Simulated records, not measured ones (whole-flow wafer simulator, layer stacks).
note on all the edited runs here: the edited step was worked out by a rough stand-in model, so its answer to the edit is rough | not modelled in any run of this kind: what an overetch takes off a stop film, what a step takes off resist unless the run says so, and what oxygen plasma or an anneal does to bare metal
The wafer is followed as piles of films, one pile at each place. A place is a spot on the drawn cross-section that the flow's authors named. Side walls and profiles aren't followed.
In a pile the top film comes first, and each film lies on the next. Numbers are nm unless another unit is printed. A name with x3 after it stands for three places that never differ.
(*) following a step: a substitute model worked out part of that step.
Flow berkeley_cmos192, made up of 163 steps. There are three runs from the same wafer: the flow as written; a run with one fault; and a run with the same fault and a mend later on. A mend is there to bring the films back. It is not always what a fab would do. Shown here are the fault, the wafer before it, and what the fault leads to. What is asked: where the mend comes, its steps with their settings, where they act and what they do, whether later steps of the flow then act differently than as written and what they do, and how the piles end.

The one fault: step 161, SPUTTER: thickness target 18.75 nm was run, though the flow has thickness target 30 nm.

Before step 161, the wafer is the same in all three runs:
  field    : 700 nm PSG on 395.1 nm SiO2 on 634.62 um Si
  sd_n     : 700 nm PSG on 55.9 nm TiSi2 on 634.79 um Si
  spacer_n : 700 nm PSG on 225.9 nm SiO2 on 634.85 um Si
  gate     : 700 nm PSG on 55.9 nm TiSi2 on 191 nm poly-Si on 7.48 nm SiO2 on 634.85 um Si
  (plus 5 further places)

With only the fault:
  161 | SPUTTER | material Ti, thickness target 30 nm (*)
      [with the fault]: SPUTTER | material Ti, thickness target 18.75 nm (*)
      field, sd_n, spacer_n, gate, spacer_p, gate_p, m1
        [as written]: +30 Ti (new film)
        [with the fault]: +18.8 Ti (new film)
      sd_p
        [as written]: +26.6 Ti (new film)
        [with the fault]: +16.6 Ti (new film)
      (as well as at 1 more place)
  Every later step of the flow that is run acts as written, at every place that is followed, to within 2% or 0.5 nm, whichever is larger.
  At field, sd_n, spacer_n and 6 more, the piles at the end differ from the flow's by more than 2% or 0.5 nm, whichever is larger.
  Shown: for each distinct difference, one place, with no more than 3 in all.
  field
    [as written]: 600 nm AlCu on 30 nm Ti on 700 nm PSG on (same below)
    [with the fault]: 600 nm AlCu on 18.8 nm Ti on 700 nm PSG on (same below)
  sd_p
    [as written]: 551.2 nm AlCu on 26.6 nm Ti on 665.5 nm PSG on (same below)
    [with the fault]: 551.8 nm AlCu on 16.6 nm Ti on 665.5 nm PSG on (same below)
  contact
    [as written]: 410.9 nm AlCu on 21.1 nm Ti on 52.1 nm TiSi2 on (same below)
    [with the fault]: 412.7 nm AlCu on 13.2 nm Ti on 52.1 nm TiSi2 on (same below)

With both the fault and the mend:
  The mend stands after step 161.
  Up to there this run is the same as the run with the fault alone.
  161a | SPUTTER | material Ti, thickness target 10.9 nm (*) (a further turn of the flow's step 161, with different settings)
      field, sd_n, spacer_n, gate, spacer_p, gate_p, m1
        +10.9 Ti
      sd_p
        +9.66 Ti
      contact
        +7.62 Ti
  Every later step of the flow that is run acts as written at every place that is followed.
  When the end is reached, the piles differ only a little from the flow's at the places that both follow, at most by 2% or 0.5 nm, whichever is larger.
